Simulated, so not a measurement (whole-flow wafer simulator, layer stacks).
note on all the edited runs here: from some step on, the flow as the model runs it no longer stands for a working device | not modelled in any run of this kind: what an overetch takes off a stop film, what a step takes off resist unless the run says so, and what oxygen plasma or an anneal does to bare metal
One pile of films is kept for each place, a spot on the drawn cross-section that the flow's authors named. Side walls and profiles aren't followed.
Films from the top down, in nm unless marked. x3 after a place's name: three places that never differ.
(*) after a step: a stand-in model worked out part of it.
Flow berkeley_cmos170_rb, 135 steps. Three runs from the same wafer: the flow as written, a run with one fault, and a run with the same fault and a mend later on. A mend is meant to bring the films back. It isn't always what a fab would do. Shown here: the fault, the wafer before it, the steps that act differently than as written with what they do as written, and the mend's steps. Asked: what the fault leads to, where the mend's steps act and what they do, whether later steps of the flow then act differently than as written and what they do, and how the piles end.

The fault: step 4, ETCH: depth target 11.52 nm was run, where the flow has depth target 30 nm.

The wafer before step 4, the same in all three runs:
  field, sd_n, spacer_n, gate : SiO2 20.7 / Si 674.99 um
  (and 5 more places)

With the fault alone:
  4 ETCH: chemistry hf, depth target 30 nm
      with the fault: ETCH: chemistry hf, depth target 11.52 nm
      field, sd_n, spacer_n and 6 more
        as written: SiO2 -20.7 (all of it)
        with the fault: SiO2 -11.5
  Later steps of the flow that act differently than as written:
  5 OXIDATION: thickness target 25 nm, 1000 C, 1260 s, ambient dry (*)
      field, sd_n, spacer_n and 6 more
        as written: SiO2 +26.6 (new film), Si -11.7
        with the fault: SiO2 +20, Si -8.81
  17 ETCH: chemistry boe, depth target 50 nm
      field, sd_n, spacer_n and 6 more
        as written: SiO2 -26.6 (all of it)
        with the fault: SiO2 -29.2 (all of it)
  At the end the piles differ from the flow's only slightly at the places that both follow, by at most 2% or 0.5 nm, whichever is larger.

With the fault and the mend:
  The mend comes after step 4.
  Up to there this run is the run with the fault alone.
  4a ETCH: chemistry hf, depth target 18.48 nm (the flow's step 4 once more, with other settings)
      field, sd_n, spacer_n and 6 more
        SiO2 -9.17 (all of it)
  No later step of the flow acts differently than as written at any place that is followed.
  At the end the piles are the same as the flow's at every place that both follow.
